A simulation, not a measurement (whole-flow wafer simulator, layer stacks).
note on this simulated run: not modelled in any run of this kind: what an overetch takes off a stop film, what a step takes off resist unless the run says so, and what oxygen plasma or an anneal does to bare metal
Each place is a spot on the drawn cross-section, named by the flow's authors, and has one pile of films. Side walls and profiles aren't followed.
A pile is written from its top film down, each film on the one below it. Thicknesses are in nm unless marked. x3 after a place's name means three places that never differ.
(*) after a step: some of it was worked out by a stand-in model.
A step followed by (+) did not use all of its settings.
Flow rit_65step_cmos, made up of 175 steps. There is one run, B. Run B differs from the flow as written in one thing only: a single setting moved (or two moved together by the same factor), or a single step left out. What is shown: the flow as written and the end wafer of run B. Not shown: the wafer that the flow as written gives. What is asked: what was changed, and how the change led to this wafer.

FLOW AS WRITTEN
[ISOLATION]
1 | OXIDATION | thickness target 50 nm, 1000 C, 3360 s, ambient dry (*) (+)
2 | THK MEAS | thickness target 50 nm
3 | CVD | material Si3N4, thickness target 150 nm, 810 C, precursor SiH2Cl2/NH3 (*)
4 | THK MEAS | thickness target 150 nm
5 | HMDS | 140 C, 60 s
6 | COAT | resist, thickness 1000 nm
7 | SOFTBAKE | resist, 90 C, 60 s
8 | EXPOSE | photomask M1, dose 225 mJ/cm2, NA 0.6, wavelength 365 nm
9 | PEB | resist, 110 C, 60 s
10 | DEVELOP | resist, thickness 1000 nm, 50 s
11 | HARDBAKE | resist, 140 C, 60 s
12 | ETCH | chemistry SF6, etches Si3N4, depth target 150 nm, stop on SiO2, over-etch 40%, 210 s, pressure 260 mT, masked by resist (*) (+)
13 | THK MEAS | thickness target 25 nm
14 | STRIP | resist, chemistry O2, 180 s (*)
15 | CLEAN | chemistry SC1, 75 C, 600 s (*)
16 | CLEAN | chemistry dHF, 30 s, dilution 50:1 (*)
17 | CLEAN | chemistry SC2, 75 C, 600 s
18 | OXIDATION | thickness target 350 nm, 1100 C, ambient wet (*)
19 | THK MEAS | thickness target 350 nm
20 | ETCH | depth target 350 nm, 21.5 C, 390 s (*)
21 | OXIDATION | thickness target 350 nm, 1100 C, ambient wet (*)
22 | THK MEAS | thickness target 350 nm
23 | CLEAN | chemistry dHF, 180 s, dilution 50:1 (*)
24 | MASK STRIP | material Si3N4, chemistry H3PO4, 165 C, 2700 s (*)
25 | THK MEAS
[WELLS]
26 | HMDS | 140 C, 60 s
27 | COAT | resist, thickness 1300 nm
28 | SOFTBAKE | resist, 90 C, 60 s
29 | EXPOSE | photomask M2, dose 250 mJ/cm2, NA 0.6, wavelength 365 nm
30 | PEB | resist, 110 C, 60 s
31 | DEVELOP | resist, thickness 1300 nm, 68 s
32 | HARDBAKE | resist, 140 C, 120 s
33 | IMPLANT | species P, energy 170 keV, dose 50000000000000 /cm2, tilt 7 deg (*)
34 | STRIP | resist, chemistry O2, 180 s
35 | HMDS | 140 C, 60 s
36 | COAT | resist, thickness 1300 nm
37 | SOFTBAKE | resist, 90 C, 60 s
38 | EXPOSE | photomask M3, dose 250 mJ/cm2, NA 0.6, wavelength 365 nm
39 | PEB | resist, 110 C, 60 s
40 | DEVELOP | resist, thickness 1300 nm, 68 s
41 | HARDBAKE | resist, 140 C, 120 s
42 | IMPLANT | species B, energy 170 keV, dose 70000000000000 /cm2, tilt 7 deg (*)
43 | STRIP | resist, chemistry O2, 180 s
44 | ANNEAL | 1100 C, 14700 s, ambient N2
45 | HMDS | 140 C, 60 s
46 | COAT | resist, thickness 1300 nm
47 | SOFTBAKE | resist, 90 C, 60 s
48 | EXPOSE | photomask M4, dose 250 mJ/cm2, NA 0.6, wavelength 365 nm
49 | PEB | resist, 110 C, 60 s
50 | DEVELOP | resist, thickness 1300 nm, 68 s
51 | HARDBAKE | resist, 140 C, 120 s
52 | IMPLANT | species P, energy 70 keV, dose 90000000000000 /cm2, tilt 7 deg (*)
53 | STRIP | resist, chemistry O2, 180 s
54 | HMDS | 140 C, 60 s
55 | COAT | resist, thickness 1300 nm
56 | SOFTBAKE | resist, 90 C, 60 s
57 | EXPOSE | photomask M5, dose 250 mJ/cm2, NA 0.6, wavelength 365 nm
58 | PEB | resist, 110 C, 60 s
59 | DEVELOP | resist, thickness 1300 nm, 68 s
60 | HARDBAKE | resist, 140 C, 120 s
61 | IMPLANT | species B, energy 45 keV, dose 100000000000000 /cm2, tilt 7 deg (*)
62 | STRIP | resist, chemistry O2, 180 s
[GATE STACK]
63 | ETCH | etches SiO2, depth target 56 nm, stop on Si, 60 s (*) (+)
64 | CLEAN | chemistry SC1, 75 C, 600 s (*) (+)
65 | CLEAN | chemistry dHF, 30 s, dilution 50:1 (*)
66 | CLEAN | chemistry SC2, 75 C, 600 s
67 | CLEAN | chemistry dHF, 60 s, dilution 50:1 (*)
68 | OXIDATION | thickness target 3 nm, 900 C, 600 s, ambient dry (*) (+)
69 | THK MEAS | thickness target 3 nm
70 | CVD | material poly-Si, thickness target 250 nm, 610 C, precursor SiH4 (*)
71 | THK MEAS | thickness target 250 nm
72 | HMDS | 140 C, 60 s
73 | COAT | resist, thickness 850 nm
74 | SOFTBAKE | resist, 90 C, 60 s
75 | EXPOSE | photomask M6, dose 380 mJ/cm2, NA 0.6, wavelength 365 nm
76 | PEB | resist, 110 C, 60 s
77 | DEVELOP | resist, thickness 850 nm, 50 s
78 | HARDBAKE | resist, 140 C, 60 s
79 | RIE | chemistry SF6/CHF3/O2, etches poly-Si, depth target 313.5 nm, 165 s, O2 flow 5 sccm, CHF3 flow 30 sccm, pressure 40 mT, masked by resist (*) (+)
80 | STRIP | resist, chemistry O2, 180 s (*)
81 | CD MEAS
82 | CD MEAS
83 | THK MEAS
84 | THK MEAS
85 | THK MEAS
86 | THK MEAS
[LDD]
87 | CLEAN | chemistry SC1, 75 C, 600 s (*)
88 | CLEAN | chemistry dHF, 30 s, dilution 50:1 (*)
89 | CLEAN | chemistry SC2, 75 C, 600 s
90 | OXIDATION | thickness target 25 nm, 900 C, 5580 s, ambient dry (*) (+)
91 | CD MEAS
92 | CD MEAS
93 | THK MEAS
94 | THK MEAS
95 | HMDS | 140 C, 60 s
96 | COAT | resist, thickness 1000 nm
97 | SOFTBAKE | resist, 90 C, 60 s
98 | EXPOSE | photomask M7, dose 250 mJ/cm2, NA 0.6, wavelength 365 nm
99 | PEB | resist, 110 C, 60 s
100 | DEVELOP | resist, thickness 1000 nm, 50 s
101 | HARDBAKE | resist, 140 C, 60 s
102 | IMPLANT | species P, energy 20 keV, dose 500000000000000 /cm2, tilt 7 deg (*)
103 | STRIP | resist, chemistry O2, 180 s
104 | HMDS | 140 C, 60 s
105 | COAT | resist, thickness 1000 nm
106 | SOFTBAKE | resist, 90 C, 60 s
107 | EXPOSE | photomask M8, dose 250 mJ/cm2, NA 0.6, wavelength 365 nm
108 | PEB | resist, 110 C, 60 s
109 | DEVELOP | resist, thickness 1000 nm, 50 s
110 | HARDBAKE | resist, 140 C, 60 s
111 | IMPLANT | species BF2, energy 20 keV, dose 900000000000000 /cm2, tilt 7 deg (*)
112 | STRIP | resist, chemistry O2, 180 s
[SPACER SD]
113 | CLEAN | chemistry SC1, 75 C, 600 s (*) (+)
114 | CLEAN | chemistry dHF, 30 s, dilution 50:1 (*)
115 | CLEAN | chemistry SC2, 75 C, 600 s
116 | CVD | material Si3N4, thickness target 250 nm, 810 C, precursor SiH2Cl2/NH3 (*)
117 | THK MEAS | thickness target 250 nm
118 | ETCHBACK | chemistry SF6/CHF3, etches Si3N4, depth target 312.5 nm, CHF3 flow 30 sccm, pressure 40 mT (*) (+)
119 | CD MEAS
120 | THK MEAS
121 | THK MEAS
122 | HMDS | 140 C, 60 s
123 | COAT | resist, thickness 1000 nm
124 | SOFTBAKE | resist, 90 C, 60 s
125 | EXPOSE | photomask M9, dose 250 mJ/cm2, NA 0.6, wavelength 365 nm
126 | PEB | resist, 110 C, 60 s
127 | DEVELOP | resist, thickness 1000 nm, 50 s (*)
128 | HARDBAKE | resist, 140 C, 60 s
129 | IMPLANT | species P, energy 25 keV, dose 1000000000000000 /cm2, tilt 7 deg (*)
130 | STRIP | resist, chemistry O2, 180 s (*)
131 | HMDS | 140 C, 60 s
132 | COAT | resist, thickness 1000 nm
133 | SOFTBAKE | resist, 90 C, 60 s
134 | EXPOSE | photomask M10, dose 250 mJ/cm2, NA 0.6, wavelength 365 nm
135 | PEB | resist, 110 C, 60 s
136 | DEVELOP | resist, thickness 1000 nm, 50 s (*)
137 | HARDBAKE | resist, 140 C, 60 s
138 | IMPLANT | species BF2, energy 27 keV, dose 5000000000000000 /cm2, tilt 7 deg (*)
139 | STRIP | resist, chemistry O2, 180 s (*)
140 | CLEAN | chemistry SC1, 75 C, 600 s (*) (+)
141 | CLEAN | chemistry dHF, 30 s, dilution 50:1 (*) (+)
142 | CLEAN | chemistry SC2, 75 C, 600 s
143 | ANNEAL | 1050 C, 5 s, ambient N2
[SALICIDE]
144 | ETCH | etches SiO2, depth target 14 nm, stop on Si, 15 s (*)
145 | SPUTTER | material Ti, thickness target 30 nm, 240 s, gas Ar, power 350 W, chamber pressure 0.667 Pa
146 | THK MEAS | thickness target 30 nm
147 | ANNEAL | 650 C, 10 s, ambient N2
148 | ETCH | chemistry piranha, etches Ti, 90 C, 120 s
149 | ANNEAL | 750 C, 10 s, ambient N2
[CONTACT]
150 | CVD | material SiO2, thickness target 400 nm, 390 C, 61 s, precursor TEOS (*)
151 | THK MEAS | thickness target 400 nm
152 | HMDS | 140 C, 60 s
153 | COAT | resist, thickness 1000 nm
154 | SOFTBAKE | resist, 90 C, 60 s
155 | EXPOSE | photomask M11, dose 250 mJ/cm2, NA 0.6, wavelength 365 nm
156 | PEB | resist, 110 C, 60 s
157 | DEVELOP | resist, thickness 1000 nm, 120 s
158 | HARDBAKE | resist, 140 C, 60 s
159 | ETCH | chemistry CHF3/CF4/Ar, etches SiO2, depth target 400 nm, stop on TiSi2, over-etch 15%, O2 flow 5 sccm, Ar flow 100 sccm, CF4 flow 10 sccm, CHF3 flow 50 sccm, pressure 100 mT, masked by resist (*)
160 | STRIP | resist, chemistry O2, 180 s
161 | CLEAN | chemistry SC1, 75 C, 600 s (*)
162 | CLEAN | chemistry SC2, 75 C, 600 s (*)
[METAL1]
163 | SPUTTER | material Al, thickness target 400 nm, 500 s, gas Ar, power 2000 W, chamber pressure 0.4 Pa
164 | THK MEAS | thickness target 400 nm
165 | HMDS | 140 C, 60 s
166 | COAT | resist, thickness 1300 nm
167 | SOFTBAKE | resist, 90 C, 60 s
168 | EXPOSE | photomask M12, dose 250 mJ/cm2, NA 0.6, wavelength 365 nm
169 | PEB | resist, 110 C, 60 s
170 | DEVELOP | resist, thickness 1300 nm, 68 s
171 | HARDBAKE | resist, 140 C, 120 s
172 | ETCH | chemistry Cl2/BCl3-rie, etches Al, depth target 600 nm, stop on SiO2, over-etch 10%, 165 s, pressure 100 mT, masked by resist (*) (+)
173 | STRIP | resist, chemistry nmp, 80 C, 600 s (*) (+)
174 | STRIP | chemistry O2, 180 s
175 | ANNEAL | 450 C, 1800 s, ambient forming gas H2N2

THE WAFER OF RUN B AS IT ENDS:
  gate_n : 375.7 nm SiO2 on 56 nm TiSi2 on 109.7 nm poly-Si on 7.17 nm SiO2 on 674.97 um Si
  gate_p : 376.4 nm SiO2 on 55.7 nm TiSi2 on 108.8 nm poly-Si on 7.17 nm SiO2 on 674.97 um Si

What caused this: step 145, SPUTTER: thickness target 33 nm was run, whereas the flow has thickness target 30 nm.

How this came from the change, step by step:
  145 | SPUTTER | material Ti, thickness target 30 nm, 240 s, gas Ar, power 350 W, chamber pressure 0.667 Pa
      field, field_pw, field_nw, field_p, spacer, spacer_p: +33 Ti (new film) (in the flow as written it would be: +30 Ti (new film))
      gate_n: +30 Ti (new film) (in the flow as written it would be: +27.3 Ti (new film))
      (also at 1 further place)
  147 | ANNEAL | 650 C, 10 s, ambient N2
      gate_n: -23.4 Ti, +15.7 TiSi first (new film), +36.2 TiSi2 C49 (new film), -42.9 poly-Si (in the flow as written it would be: -21.3 Ti, +9.82 TiSi first (new film), +39.5 TiSi2 C49 (new film), -41.9 poly-Si)
      gate_p: -23.3 Ti, +15.4 TiSi first (new film), +36.3 TiSi2 C49 (new film), -42.8 poly-Si (in the flow as written it would be: -21.2 Ti, +9.56 TiSi first (new film), +39.6 TiSi2 C49 (new film), -41.9 poly-Si)
  148 | ETCH | chemistry piranha, etches Ti, 90 C, 120 s
      field, field_pw, field_nw, field_p, spacer, spacer_p: -33 Ti (all of it) (in the flow as written it would be: -30 Ti (all of it))
      gate_n: -6.61 Ti (all of it), -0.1 TiSi first (in the flow as written it would be: -6 Ti (all of it), -0.1 TiSi first)
      (also at 1 further place)
  149 | ANNEAL | 750 C, 10 s, ambient N2
      gate_n: +56 TiSi2 (new film), -15.6 TiSi first (all of it), -36.2 TiSi2 C49 (all of it), -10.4 poly-Si (in the flow as written it would be: +50.8 TiSi2 (new film), -9.72 TiSi first (all of it), -39.5 TiSi2 C49 (all of it), -6.48 poly-Si)
      gate_p: +55.7 TiSi2 (new film), -15.3 TiSi first (all of it), -36.3 TiSi2 C49 (all of it), -10.2 poly-Si (in the flow as written it would be: +50.6 TiSi2 (new film), -9.46 TiSi first (all of it), -39.6 TiSi2 C49 (all of it), -6.31 poly-Si)
